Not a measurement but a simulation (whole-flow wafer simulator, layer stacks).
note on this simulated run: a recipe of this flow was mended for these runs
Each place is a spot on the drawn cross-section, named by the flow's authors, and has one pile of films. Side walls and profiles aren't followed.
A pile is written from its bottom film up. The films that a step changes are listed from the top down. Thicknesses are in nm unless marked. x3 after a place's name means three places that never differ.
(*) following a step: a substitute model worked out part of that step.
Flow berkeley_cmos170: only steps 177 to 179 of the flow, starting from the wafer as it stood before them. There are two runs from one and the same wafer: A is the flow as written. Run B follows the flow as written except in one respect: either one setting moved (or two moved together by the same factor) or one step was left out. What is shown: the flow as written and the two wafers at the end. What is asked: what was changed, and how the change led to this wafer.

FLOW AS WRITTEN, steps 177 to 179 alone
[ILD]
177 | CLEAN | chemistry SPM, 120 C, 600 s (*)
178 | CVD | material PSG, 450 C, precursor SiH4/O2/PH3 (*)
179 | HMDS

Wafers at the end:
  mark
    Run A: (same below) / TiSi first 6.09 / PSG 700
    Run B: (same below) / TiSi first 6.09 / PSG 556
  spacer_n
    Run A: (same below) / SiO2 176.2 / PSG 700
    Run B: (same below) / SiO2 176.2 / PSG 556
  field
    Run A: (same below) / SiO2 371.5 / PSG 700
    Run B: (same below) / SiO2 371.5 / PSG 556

Cause: step 178, CVD: 417 C was run, though the flow has 450 C.

Step by step, how the change led to this:
  178 | CVD | material PSG, 450 C, precursor SiH4/O2/PH3 (*)
      field, mark, sd_n and 10 more: A PSG gains 700 (new film) | B PSG gains 556 (new film)
